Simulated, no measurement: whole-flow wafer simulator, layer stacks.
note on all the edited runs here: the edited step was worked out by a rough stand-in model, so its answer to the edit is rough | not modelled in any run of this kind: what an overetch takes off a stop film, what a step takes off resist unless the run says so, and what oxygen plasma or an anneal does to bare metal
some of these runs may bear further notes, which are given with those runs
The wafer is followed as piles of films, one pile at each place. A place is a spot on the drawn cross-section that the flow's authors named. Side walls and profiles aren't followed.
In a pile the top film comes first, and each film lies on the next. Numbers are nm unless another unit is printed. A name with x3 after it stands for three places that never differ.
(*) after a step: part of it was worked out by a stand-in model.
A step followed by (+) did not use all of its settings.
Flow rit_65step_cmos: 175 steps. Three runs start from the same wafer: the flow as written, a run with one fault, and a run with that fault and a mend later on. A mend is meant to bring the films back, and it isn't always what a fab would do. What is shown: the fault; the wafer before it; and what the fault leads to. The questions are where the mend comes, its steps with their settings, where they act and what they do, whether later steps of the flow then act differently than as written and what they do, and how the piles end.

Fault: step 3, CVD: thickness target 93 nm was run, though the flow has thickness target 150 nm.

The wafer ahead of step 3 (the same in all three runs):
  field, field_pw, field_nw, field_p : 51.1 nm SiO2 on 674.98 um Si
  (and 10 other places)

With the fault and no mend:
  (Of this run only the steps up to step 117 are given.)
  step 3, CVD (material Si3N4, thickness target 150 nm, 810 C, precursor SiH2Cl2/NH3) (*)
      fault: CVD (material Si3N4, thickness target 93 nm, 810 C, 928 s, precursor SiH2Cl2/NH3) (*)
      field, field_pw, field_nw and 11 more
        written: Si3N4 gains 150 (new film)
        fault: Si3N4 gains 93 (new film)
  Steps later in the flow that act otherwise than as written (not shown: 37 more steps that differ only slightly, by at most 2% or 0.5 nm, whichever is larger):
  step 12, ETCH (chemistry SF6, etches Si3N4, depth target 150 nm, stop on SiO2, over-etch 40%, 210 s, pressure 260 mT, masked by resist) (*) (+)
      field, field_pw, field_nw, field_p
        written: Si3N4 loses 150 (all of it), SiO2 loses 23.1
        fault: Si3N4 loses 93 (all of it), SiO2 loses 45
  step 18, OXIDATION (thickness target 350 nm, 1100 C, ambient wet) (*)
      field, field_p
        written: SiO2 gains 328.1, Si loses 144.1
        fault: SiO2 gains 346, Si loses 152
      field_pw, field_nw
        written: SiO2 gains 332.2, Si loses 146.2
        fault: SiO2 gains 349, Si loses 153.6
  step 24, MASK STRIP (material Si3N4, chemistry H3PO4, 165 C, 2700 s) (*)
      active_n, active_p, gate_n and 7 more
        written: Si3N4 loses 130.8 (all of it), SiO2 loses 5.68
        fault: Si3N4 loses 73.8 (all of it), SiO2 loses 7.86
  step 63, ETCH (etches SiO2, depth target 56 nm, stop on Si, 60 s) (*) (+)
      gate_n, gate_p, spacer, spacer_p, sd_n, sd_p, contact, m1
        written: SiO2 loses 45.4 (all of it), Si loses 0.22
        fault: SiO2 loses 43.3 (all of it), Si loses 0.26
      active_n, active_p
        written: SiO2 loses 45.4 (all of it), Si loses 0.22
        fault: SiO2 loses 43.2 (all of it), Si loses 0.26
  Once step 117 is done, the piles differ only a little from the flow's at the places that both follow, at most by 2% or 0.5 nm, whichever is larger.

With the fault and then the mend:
  The mend follows step 11.
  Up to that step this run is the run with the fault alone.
  step 11a, STRIP (resist, chemistry O2, 180 s) (*)
      active_n, active_p, gate_n and 7 more
        resist loses 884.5 (all of it)
  step 11b, CLEAN (chemistry SC2, 75 C, 600 s)
      leaves every film unchanged at each place that is followed
  step 11c, CVD (material Si3N4, thickness target 57 nm, 810 C, 572 s, precursor SiH2Cl2/NH3) (*) (a further turn of the flow's step 3, with different settings)
      field, field_pw, field_nw and 11 more
        Si3N4 gains 57
  step 11d, HMDS (140 C, 60 s) (a further turn of the flow's step 5)
      leaves every film unchanged at each place that is followed
  step 11e, COAT (resist, thickness 1000 nm) (a further turn of the flow's step 6)
      field, field_pw, field_nw and 11 more
        resist gains 1000 (new film)
  step 11f, SOFTBAKE (resist, 90 C, 60 s) (a further turn of the flow's step 7)
      leaves every film unchanged at each place that is followed
  step 11g, EXPOSE (photomask M1, dose 225 mJ/cm2, NA 0.6, wavelength 365 nm) (a further turn of the flow's step 8)
      leaves every film unchanged at each place that is followed
  step 11h, PEB (resist, 110 C, 60 s) (a further turn of the flow's step 9)
      field, field_pw, field_nw and 11 more
        resist loses 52
  step 11i, DEVELOP (resist, thickness 1000 nm, 50 s) (a further turn of the flow's step 10)
      field, field_pw, field_nw, field_p
        resist loses 948 (all of it)
  step 11j, HARDBAKE (resist, 140 C, 60 s) (a further turn of the flow's step 11)
      active_n, active_p, gate_n and 7 more
        resist loses 63.5
  Every later step of the flow that is run acts as written at every place that is followed.
  By the end, the piles equal the flow's at every place that both follow.
